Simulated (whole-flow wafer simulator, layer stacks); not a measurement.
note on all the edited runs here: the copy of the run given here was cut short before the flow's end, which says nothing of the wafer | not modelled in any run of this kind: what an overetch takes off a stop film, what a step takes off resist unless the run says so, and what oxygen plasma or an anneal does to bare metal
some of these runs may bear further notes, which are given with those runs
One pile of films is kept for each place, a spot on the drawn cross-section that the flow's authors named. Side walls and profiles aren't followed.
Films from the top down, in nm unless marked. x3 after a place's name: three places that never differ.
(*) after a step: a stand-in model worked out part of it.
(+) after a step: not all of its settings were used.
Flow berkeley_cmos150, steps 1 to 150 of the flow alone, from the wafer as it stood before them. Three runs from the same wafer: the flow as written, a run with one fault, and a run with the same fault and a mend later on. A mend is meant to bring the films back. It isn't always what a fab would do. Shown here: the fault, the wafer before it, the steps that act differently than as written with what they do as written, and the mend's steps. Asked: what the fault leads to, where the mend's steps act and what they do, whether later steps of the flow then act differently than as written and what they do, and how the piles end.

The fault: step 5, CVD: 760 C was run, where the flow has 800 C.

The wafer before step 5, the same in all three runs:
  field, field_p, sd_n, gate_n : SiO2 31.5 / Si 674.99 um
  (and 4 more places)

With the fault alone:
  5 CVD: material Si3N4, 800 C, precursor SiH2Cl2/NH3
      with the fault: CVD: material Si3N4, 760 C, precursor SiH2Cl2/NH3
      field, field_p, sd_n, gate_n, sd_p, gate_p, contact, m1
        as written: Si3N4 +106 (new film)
        with the fault: Si3N4 +63.6 (new film)
  Later steps of the flow that act differently than as written (25 more steps differ only slightly, by at most 2% or 0.5 nm, whichever is larger, and aren't shown):
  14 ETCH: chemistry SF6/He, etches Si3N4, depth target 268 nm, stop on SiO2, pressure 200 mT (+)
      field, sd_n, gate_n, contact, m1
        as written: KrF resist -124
        with the fault: KrF resist -77.8
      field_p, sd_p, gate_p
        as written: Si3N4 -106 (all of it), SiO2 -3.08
        with the fault: Si3N4 -63.6 (all of it), SiO2 -3.08
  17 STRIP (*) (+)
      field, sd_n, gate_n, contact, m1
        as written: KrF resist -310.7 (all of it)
        with the fault: KrF resist -356.9 (all of it)
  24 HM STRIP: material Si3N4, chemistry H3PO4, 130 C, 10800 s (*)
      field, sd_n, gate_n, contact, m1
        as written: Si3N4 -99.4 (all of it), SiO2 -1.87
        with the fault: Si3N4 -56.9 (all of it), SiO2 -2.23
  At the end the piles differ from the flow's only slightly at the places that both follow, by at most 2% or 0.5 nm, whichever is larger.

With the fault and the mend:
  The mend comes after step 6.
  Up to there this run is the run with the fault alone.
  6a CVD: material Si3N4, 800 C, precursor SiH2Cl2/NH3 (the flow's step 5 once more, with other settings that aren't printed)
      field, field_p, sd_n, gate_n, sd_p, gate_p, contact, m1
        Si3N4 +42.5
  No later step of the flow acts differently than as written at any place that is followed.
  At the end the piles are the same as the flow's at every place that both follow.
